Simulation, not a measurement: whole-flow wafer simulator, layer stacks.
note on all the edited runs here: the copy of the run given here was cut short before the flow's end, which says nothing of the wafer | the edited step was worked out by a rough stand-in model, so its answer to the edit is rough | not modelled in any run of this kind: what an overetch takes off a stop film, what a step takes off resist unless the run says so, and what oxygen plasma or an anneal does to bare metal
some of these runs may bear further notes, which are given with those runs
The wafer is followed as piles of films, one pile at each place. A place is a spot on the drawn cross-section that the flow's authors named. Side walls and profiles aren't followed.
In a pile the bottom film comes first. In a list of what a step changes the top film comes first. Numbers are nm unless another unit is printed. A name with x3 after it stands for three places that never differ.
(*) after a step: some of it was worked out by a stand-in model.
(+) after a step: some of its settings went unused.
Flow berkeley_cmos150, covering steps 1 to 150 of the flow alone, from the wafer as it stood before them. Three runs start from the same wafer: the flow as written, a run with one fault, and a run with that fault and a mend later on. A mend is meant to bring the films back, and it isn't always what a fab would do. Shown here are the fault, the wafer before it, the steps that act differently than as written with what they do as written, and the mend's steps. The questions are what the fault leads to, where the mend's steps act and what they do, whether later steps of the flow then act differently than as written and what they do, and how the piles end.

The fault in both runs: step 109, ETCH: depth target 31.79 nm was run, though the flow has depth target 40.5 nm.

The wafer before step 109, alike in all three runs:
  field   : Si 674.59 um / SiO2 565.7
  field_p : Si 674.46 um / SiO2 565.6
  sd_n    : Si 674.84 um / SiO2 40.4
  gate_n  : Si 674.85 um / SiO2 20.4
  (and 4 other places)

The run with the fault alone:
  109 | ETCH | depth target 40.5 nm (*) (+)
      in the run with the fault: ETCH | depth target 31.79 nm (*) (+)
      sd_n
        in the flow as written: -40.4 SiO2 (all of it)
        in the run with the fault: -31.8 SiO2
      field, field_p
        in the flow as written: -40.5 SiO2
        in the run with the fault: -31.8 SiO2
  Steps later in the flow that act otherwise than as written (16 other steps are not shown; they differ only slightly, by no more than 2% or 0.5 nm, whichever is larger):
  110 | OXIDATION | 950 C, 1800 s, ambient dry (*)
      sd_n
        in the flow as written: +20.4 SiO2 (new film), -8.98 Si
        in the run with the fault: +15.8 SiO2, -6.95 Si
  The piles end different from the flow's at sd_n by more than 2% or 0.5 nm, whichever is larger.
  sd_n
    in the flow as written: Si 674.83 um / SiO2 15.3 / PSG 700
    in the run with the fault: Si 674.83 um / SiO2 19.3 / PSG 700

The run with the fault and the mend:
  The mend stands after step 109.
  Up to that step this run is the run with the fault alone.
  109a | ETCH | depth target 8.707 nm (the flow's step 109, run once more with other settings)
      field, field_p
        -8.71 SiO2
      sd_n
        -8.65 SiO2 (all of it)
  None of the later steps of the flow differs from how it acts as written, at any place that is followed, by more than 2% or 0.5 nm, whichever is larger.
  By the end, the piles equal the flow's at every place that both follow.
